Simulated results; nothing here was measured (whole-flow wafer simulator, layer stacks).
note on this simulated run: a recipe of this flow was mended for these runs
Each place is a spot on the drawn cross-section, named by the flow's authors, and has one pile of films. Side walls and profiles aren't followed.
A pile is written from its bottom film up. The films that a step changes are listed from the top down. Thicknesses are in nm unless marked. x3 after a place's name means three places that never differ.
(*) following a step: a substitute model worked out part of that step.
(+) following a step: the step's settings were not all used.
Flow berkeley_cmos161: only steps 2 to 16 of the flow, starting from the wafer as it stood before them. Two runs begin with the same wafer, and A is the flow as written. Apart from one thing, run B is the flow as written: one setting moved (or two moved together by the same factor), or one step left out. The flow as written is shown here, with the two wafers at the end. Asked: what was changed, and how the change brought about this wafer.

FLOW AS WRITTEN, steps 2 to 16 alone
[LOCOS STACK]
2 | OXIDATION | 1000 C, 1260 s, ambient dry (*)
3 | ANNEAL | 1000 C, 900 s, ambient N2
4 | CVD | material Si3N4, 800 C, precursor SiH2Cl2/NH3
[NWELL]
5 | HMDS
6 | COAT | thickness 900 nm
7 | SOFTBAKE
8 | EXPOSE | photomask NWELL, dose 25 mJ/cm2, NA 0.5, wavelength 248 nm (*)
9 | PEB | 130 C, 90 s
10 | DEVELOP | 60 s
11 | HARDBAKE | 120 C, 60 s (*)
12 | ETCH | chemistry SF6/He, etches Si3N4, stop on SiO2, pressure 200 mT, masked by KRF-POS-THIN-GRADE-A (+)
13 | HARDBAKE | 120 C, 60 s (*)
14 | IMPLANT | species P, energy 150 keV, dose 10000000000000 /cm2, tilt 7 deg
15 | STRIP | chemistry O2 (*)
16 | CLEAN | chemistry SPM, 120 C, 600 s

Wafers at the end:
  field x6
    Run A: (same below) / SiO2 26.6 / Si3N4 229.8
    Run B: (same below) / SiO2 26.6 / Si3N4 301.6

The reason: step 4, CVD: 832 C was run, whereas the flow has 800 C.

The path from the change to this, step by step:
  4 | CVD | material Si3N4, 800 C, precursor SiH2Cl2/NH3
      field x6, sd_p x3: A Si3N4 gains 229.8 (new film) | B Si3N4 gains 301.6 (new film)
  12 | ETCH | chemistry SF6/He, etches Si3N4, stop on SiO2, pressure 200 mT, masked by KRF-POS-THIN-GRADE-A (+)
      field x6: A KrF-resist loses 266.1 | B KrF-resist loses 344.1
      sd_p x3: A Si3N4 loses 229.8 (all of it), SiO2 loses 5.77 | B Si3N4 loses 301.6 (all of it), SiO2 loses 5.77
  15 | STRIP | chemistry O2 (*)
      field x6: A KrF-resist loses 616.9 (all of it) | B KrF-resist loses 538.9 (all of it)
